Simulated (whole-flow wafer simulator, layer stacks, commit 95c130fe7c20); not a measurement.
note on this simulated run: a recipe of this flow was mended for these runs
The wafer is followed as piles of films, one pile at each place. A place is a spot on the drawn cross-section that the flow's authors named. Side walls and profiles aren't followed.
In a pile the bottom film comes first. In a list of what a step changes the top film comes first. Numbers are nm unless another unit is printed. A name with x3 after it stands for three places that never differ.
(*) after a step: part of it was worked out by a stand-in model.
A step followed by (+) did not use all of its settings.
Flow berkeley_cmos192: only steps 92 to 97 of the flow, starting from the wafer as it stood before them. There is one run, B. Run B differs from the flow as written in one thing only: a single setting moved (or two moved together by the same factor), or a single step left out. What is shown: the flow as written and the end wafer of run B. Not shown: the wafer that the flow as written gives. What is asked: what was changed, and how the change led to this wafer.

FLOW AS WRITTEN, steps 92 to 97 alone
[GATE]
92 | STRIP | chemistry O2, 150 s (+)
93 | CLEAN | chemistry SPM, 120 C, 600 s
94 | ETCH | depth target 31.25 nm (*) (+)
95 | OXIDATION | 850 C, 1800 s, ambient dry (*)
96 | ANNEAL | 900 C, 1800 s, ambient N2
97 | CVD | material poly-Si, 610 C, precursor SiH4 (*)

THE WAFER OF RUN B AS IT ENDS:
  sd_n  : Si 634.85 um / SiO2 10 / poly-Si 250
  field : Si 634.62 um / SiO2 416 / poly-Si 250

The reason: step 95, OXIDATION: 2880 s was run, while the flow as written has 1800 s.

The path from the change to this, step by step:
  95 | OXIDATION | 850 C, 1800 s, ambient dry (*)
      sd_n, spacer_n, gate, sd_p, spacer_p x2, contact, m1: +10 SiO2 (new film), -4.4 Si (it would be, as written: +7.48 SiO2 (new film), -3.29 Si)
